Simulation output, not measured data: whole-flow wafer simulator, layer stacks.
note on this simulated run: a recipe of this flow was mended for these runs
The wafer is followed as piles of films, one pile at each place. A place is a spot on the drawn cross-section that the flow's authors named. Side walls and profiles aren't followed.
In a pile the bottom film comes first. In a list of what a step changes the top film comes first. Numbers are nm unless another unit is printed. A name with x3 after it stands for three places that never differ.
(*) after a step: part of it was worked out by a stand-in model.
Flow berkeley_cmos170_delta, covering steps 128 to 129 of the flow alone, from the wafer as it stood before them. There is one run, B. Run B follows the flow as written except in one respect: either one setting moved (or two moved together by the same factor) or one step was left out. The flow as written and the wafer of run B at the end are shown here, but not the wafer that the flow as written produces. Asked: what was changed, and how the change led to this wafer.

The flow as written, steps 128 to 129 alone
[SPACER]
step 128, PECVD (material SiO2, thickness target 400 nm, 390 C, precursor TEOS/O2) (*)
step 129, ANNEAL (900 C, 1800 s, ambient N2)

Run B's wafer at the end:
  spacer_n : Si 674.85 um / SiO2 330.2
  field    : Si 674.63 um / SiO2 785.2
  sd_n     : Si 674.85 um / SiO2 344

What caused this: step 128, PECVD: thickness target 338 nm was run, though the flow has thickness target 400 nm.

Step by step, how the change led to this:
  step 128, PECVD (material SiO2, thickness target 400 nm, 390 C, precursor TEOS/O2) (*)
      field, sd_n, contact, m1: SiO2 gains 338 (it would be, as written: SiO2 gains 400)
      spacer_n, sd_p, spacer_p: SiO2 gains 324.5 (it would be, as written: SiO2 gains 383.7)
      (as well as at 2 more places)
